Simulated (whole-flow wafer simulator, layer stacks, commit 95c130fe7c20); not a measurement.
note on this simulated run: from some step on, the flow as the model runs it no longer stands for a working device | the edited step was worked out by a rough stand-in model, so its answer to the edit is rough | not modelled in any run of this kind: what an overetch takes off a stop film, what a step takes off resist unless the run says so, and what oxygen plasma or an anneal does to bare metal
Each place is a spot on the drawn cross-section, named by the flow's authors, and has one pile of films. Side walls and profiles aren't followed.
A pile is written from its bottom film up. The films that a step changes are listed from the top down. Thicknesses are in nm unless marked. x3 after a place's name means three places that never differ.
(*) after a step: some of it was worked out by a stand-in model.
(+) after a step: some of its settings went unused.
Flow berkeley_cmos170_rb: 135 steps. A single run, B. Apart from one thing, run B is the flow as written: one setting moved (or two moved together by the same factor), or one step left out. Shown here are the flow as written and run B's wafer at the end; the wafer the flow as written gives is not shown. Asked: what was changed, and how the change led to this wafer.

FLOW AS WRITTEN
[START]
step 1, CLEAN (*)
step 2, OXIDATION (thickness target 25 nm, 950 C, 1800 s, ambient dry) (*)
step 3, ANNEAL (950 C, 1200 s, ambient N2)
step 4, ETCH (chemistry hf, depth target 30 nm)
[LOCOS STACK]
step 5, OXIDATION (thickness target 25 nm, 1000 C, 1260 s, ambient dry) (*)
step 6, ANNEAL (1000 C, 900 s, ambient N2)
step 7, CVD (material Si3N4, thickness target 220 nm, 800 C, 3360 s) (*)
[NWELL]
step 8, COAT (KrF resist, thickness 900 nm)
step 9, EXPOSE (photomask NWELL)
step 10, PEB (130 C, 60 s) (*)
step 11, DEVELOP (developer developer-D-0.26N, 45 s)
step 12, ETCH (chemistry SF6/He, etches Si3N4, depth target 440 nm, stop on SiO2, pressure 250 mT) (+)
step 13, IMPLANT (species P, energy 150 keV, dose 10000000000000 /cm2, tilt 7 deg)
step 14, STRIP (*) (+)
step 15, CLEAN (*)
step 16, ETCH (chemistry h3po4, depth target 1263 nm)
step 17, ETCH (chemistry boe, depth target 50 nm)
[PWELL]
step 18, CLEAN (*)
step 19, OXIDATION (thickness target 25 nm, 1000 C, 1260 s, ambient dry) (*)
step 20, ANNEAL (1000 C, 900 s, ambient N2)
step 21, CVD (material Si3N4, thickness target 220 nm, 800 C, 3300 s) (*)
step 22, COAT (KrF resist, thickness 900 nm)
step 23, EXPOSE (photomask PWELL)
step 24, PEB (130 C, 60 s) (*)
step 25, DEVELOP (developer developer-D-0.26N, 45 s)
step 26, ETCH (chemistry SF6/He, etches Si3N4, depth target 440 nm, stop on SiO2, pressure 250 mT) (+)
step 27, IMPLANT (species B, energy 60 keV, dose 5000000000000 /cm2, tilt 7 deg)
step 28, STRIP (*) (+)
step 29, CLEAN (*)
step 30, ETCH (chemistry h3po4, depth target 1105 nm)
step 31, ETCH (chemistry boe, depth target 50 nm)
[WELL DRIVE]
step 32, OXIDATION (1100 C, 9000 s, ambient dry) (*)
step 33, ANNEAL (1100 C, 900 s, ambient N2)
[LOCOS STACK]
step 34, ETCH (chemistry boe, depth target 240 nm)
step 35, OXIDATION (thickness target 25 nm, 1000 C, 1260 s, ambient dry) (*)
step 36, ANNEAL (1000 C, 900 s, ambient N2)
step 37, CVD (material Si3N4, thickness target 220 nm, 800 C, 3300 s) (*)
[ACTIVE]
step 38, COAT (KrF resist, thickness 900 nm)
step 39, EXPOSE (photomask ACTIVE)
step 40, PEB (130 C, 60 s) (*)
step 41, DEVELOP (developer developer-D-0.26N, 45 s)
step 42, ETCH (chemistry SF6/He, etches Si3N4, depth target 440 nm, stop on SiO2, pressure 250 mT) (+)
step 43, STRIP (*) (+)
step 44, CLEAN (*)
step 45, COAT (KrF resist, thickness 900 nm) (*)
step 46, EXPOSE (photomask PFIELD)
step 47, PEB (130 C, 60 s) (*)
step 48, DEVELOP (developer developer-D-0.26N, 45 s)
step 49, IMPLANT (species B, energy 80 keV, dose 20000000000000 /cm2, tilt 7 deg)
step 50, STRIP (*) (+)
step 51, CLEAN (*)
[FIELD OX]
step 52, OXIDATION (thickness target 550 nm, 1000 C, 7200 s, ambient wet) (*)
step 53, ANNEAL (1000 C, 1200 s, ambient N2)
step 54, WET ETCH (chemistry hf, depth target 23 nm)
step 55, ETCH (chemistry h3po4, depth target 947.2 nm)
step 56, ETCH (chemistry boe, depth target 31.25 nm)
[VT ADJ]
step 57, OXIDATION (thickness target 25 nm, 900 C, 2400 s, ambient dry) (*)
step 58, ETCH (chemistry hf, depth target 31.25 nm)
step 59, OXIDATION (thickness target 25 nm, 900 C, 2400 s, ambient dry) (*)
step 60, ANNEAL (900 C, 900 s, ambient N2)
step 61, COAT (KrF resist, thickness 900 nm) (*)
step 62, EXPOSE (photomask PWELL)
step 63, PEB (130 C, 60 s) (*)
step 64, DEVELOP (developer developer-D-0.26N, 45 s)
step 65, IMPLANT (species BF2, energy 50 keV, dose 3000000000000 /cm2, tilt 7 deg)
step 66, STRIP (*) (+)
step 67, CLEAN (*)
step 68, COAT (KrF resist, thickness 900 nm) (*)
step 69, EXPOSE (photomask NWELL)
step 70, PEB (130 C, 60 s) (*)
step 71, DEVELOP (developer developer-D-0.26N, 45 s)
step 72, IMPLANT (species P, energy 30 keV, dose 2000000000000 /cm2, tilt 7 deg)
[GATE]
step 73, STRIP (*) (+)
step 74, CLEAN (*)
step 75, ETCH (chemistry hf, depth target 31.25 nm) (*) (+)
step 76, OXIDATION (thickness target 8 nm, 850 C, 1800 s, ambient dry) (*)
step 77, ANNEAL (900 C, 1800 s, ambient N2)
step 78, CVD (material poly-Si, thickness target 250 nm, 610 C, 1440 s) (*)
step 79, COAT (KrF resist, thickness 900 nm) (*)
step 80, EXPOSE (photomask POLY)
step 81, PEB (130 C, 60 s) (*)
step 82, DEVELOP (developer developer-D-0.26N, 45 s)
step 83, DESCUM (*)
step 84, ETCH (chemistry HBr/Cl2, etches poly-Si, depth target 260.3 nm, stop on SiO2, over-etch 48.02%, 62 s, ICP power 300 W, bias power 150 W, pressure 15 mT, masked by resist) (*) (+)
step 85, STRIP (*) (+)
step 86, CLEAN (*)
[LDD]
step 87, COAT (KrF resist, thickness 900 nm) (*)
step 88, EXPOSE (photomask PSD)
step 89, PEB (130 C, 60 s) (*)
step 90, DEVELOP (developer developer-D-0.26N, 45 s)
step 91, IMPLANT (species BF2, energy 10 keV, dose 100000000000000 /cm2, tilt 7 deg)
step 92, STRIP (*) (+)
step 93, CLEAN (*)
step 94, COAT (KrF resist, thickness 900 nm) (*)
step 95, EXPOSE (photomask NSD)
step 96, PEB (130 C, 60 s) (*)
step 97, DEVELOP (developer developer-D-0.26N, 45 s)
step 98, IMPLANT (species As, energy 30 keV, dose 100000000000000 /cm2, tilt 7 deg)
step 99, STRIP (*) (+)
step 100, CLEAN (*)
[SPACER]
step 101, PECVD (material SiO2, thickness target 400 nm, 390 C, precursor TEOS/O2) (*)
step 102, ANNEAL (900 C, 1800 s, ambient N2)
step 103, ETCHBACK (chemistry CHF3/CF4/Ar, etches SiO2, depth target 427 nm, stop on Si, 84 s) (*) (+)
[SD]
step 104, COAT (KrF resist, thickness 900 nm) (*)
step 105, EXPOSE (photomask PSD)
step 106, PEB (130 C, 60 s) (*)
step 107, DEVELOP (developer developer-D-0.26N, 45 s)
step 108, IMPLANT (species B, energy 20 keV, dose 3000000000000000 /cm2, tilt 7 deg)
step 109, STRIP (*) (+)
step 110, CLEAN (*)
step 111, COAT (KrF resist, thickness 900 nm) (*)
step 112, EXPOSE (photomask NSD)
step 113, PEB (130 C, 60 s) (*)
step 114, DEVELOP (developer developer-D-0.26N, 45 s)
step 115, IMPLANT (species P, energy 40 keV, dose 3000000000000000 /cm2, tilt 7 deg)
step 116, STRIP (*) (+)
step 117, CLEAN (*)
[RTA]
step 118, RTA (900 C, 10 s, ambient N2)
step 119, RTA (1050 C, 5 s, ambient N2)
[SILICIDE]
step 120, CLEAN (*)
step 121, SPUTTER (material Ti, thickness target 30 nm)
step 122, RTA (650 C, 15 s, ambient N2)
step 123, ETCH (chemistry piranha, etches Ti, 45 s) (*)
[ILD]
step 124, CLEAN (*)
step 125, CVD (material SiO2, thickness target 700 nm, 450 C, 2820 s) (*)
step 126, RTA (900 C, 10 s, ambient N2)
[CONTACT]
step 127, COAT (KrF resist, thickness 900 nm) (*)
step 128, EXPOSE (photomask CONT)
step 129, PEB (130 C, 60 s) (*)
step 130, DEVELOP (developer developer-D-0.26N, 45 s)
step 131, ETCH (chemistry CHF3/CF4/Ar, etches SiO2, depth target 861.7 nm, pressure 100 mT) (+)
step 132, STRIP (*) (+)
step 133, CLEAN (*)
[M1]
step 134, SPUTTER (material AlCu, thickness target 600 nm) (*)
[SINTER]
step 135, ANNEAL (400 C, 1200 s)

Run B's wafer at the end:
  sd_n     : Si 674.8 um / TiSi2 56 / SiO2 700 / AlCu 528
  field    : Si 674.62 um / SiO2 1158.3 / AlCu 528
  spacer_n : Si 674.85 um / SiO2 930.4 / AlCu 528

The reason: step 134, SPUTTER: thickness target 528 nm was run, while the flow as written has thickness target 600 nm.
The wafer itself shows it: sd_n has AlCu 528, and step 134 as written asks for 600 nm.

Step by step, how the change led to this:
  step 134, SPUTTER (material AlCu, thickness target 600 nm) (*)
      field, sd_n, spacer_n, gate, spacer_p, gate_p, m1: AlCu gains 528 (new film) (as written it would have been: AlCu gains 600 (new film))
      sd_p: AlCu gains 477.4 (new film) (as written it would have been: AlCu gains 545.9 (new film))
      (and at 1 other place as well)
